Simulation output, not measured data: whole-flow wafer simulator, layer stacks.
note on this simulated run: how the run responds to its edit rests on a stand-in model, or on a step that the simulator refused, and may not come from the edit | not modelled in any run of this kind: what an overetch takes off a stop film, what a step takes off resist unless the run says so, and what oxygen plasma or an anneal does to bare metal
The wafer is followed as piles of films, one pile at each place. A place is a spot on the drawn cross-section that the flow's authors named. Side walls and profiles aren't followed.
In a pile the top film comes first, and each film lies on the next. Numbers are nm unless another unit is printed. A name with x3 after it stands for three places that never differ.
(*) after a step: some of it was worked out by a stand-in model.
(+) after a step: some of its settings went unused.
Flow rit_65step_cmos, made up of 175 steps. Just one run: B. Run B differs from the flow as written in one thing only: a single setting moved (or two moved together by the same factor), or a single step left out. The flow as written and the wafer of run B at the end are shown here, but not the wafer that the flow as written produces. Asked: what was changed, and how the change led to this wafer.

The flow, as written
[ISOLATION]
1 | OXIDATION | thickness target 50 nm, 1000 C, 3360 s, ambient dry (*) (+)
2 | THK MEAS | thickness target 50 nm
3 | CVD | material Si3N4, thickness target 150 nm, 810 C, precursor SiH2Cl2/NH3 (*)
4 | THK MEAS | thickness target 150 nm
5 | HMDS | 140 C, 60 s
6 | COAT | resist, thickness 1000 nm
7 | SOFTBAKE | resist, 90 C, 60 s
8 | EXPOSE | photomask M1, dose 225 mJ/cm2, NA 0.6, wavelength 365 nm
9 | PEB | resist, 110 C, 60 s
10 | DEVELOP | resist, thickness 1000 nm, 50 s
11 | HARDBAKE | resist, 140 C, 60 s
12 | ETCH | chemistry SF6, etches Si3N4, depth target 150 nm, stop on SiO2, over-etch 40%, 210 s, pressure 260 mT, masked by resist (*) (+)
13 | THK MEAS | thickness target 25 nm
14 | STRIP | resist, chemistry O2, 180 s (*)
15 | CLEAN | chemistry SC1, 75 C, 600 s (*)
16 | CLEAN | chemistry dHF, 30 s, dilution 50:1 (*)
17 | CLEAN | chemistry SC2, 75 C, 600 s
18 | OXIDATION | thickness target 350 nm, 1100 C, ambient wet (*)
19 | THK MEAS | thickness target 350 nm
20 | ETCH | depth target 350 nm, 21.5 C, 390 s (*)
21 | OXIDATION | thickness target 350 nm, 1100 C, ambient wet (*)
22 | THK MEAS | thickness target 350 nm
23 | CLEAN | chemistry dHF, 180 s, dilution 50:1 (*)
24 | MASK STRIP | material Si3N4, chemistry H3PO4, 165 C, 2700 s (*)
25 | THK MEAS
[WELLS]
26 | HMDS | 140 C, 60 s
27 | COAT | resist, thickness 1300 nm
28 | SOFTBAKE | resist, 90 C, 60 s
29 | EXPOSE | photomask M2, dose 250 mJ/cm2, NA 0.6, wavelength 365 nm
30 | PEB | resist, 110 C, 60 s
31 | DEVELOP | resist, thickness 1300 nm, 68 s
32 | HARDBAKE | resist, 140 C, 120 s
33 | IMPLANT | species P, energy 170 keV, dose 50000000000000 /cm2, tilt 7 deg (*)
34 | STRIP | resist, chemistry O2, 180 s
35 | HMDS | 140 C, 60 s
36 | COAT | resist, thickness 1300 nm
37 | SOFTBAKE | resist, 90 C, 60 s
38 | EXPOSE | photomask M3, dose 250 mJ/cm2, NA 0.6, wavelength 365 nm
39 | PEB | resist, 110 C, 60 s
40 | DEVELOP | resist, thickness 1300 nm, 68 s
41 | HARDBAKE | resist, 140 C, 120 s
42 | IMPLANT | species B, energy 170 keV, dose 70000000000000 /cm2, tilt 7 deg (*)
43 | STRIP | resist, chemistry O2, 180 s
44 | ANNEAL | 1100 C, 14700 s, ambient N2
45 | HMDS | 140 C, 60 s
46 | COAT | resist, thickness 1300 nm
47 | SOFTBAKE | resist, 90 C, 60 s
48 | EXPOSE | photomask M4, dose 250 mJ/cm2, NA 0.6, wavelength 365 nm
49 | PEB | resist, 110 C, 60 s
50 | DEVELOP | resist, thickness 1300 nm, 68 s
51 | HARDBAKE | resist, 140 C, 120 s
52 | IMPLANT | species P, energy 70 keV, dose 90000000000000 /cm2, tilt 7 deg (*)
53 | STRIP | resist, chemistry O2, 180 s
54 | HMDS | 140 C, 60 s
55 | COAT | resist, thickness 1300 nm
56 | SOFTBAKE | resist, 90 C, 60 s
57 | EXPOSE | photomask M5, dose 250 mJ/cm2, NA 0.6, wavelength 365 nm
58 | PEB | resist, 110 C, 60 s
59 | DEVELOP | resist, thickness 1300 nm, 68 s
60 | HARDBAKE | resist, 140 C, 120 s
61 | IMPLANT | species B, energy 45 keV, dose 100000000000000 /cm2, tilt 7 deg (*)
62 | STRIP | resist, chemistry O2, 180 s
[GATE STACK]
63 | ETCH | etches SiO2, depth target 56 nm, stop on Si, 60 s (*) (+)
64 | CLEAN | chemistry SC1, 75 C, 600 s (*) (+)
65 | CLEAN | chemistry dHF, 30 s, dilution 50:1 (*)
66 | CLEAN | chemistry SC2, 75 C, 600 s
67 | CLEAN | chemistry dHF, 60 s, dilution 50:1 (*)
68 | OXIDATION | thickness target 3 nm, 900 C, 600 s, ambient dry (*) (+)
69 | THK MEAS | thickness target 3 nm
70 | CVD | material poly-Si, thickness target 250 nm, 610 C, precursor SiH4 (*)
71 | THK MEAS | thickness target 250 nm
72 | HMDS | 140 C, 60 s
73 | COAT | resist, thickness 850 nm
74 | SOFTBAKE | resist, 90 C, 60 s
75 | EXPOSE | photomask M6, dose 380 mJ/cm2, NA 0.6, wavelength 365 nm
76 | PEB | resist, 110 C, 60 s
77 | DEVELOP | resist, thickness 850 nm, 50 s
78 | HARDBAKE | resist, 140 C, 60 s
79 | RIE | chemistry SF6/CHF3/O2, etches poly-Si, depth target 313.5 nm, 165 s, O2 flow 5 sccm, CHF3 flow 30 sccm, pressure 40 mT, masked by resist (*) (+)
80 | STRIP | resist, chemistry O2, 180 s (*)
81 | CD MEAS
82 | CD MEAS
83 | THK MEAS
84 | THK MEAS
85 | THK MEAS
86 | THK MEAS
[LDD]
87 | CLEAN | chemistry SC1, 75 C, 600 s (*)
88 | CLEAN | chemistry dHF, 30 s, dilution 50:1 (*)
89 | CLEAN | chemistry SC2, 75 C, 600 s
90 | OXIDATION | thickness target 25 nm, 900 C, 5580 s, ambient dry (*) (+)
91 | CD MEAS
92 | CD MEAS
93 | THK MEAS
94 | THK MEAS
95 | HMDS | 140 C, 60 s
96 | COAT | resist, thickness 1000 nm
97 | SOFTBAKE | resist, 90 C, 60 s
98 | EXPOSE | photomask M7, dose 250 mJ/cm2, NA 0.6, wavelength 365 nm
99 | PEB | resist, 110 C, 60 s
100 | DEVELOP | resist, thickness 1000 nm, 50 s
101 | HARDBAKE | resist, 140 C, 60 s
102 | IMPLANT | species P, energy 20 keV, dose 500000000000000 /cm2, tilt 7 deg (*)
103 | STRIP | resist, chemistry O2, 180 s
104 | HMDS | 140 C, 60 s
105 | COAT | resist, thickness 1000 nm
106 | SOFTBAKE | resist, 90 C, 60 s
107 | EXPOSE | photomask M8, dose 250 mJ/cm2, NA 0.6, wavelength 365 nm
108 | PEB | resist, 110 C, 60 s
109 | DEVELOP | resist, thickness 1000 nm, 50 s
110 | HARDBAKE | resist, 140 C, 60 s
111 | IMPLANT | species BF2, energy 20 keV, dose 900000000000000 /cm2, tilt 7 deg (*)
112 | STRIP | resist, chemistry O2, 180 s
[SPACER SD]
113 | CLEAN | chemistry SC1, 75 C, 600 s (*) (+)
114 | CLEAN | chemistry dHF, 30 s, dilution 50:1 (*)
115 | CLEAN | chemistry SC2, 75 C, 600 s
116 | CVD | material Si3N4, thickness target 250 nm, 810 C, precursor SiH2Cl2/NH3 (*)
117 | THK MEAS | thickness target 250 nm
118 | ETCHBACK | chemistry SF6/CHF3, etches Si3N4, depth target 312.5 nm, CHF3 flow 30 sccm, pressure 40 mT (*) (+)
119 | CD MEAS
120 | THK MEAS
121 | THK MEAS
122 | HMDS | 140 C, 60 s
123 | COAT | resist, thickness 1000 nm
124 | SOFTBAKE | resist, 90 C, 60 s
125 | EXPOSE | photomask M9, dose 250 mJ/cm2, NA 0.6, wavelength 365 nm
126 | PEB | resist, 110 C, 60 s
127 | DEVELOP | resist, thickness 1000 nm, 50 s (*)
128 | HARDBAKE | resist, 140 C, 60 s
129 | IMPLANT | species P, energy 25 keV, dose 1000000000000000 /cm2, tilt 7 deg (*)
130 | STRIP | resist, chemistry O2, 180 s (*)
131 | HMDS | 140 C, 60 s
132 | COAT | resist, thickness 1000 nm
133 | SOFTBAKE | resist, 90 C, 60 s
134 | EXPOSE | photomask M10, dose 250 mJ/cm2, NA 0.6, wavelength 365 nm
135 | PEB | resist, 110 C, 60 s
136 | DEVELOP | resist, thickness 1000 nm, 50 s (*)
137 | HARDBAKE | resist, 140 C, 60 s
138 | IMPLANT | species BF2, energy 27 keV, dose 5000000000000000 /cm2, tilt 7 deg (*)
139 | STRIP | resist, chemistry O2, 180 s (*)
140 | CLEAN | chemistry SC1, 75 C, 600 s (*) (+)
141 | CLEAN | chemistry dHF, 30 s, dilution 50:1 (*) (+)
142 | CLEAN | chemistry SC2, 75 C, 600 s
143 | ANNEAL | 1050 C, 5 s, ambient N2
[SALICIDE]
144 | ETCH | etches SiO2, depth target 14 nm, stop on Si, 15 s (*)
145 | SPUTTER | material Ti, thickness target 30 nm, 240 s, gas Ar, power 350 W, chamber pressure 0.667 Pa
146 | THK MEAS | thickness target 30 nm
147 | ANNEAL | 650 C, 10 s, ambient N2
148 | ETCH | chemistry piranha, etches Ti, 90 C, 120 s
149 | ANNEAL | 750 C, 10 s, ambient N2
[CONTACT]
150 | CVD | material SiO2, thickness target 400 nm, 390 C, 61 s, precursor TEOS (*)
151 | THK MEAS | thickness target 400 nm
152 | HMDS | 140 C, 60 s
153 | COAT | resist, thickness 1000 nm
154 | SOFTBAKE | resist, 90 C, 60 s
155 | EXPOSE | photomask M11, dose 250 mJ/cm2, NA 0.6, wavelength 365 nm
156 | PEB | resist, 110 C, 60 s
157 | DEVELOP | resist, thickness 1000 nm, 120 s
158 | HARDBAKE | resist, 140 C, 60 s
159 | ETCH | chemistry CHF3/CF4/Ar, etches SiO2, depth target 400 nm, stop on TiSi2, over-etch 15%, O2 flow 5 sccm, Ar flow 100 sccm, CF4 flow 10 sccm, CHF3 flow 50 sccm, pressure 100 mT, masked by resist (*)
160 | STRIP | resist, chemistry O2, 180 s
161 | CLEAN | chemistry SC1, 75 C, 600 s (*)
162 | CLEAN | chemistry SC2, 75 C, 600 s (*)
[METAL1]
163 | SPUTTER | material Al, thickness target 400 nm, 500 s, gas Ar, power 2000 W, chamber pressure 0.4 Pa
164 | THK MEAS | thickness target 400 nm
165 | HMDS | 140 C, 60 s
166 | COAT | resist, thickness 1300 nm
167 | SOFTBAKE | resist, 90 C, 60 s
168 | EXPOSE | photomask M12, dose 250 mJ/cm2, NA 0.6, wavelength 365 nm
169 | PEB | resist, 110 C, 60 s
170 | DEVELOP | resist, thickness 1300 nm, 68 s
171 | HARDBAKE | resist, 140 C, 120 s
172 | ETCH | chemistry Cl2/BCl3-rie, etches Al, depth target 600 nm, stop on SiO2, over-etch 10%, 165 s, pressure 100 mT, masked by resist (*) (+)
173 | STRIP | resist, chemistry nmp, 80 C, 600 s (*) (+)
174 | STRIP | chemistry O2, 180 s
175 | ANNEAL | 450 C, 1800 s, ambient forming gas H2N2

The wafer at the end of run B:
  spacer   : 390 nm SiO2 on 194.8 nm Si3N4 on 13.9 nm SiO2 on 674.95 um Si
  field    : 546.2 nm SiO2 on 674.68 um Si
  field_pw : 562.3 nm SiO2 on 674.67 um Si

Cause: step 163, SPUTTER: thickness target 613 nm was run, while the flow as written has thickness target 400 nm; step 163, SPUTTER: 766 s was run, where the flow has 500 s.

The path from the change to this, step by step:
  163 | SPUTTER | material Al, thickness target 400 nm, 500 s, gas Ar, power 2000 W, chamber pressure 0.4 Pa
      field, field_pw, field_p, spacer, spacer_p: +613 Al (new film) (as written it would have been: +400 Al (new film))
      gate_n, gate_p: +559.4 Al (new film) (as written it would have been: +396 Al (new film))
      (and at 1 other place as well)
  166 | COAT | resist, thickness 1300 nm
      gate_n: +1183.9 resist (new film) (as written it would have been: +1131.7 resist (new film))
      gate_p: +1187.2 resist (new film) (as written it would have been: +1135.6 resist (new film))
  169 | PEB | resist, 110 C, 60 s
      gate_n: -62 resist (as written it would have been: -59.1 resist)
      gate_p: -62.2 resist (as written it would have been: -59.3 resist)
  170 | DEVELOP | resist, thickness 1300 nm, 68 s
      gate_n: -1121.9 resist (all of it) (as written it would have been: -1072.6 resist (all of it))
      gate_p: -1125 resist (all of it) (as written it would have been: -1076.3 resist (all of it))
  172 | ETCH | chemistry Cl2/BCl3-rie, etches Al, depth target 600 nm, stop on SiO2, over-etch 10%, 165 s, pressure 100 mT, masked by resist (*) (+)
      field, field_pw, field_p, spacer, spacer_p: -613 Al (all of it), -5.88 SiO2 (as written it would have been: -400 Al (all of it), -32.5 SiO2)
      gate_n, gate_p: -559.4 Al (all of it), -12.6 SiO2 (as written it would have been: -396 Al (all of it), -33 SiO2)
      (and at 1 other place as well)
